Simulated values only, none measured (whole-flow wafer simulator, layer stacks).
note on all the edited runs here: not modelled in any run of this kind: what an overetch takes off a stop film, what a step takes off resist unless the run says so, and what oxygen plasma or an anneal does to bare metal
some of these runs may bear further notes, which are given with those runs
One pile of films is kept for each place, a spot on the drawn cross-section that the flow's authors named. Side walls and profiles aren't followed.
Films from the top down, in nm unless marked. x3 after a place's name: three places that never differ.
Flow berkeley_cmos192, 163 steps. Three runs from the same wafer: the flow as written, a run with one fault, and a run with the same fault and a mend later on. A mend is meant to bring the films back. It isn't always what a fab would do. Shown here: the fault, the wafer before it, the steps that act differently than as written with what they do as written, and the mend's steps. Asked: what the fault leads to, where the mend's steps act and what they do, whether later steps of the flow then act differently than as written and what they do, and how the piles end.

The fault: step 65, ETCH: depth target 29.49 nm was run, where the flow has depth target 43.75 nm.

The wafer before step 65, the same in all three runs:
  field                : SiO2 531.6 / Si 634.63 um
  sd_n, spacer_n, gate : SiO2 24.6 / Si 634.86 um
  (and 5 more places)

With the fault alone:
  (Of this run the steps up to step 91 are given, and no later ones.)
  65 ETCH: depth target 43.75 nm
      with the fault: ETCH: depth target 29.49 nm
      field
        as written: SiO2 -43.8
        with the fault: SiO2 -29.5
  No later step of the flow up to step 91 acts differently than as written, at any place that is followed, by more than 2% or 0.5 nm, whichever is larger.
  After step 91 the piles differ from the flow's by more than 2% or 0.5 nm, whichever is larger, at field.
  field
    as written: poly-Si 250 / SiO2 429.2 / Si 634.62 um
    with the fault: poly-Si 250 / SiO2 443.4 / Si 634.62 um

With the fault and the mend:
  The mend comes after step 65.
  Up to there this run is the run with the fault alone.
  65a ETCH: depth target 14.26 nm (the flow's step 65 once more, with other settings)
      field
        SiO2 -14.3
  No later step of the flow acts differently than as written, at any place that is followed, by more than 2% or 0.5 nm, whichever is larger.
  At the end the piles are the same as the flow's at every place that both follow.
